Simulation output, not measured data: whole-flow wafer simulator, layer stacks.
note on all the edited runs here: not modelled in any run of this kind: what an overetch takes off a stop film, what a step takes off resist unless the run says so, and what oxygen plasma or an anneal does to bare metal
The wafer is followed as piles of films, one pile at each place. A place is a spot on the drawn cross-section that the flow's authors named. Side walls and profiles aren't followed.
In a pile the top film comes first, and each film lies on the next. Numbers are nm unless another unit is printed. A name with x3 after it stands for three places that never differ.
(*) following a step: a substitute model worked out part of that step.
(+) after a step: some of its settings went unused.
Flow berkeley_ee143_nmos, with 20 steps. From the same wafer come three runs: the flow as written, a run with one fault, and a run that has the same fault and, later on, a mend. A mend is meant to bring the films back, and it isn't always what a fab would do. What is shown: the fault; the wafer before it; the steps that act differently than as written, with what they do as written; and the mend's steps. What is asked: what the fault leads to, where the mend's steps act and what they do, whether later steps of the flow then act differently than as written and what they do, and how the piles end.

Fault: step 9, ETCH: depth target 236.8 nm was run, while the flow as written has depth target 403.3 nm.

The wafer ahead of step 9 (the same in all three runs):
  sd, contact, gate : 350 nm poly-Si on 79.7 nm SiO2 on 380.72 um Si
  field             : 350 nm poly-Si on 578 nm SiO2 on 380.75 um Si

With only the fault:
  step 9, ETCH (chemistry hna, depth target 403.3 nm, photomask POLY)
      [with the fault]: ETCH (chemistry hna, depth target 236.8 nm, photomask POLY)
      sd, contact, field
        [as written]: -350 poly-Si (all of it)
        [with the fault]: -236.8 poly-Si
  Later steps of the flow acting differently than as written:
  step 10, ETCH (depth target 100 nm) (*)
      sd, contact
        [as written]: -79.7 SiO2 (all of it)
        [with the fault]: nothing
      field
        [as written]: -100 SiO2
        [with the fault]: nothing
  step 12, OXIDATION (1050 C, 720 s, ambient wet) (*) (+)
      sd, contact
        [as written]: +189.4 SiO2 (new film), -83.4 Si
        [with the fault]: +217.6 SiO2 (new film), -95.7 poly-Si
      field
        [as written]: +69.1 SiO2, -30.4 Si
        [with the fault]: +217.6 SiO2 (new film), -95.7 poly-Si
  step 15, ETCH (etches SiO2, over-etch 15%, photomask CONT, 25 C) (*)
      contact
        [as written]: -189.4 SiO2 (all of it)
        [with the fault]: -217.6 SiO2 (all of it)
  The piles end different from the flow's at sd, contact, field by more than 2% or 0.5 nm, whichever is larger.
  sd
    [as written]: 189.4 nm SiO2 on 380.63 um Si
    [with the fault]: 217.6 nm SiO2 on 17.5 nm poly-Si on 79.7 nm SiO2 on 380.72 um Si
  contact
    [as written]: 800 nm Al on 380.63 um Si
    [with the fault]: 800 nm Al on 17.5 nm poly-Si on 79.7 nm SiO2 on 380.72 um Si
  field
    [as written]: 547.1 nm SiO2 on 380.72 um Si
    [with the fault]: 217.6 nm SiO2 on 17.5 nm poly-Si on 578 nm SiO2 on 380.75 um Si

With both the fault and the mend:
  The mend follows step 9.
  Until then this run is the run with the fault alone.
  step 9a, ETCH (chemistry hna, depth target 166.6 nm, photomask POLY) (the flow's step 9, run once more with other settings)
      sd, contact, field
        -113.2 poly-Si (all of it)
  Every later step of the flow that is run acts as written at every place that is followed.
  The piles end the same as the flow's at every place that both follow.
